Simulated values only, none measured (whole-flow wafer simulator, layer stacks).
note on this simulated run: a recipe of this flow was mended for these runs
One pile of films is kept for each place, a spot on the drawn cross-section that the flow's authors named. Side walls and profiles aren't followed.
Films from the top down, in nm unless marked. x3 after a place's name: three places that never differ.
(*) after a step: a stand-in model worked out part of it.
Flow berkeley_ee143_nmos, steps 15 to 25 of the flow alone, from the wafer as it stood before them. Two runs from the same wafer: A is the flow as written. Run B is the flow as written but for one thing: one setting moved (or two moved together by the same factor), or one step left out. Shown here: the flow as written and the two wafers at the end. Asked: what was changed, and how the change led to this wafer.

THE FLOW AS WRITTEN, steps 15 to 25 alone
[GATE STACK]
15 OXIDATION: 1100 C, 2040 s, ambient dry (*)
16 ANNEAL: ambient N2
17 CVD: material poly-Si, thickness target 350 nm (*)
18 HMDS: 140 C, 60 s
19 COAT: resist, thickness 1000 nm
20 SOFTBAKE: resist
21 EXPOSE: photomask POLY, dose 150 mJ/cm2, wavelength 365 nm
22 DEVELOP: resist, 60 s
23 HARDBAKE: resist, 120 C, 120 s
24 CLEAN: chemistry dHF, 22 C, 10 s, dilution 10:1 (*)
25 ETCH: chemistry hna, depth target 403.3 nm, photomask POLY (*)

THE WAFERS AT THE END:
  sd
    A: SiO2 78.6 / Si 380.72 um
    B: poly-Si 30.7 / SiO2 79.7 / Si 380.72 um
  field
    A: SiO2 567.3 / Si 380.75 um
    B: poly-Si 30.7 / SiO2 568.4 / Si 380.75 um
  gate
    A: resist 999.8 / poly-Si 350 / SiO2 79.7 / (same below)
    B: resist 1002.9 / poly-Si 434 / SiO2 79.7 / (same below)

The cause: step 17, CVD: thickness target 434 nm was run, where the flow has thickness target 350 nm.
It can be read off the wafer: gate has poly-Si 434, and step 17 as written asks for 350 nm.

How the change led to this, step by step:
  17 CVD: material poly-Si, thickness target 350 nm (*)
      gate, sd, contact, field: A poly-Si +350 (new film) | B poly-Si +434 (new film)
  25 ETCH: chemistry hna, depth target 403.3 nm, photomask POLY (*)
      sd, contact, field: A poly-Si -350 (all of it), SiO2 -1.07 | B poly-Si -403.3
